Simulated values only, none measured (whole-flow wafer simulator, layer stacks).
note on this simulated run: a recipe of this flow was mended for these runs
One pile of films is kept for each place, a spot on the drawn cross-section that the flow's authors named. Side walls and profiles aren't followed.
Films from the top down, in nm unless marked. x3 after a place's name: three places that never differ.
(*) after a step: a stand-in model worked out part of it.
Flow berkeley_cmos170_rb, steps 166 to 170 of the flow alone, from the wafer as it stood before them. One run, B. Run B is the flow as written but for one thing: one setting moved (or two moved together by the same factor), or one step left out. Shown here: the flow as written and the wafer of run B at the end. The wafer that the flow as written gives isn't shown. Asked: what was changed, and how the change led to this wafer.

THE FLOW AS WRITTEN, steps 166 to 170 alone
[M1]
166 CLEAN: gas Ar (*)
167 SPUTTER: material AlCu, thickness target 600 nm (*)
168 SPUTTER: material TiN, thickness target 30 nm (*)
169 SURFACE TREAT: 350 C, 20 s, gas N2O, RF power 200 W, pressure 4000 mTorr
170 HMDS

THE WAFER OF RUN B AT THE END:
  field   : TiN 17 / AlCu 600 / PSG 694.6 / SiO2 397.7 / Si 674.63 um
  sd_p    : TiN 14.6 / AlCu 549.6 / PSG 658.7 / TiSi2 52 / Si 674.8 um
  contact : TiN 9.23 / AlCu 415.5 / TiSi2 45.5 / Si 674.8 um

The cause: step 168, SPUTTER: thickness target 17 nm was run, where the flow has thickness target 30 nm.
It can be read off the wafer: field has TiN 17, and step 168 as written asks for 30 nm.

How the change led to this, step by step:
  168 SPUTTER: material TiN, thickness target 30 nm (*)
      field, sd_n, spacer_n, gate, spacer_p, gate_p, m1: TiN +17 (new film) (as written it would be: TiN +30 (new film))
      sd_p: TiN +14.6 (new film) (as written it would be: TiN +25.8 (new film))
      (and at 1 more place)
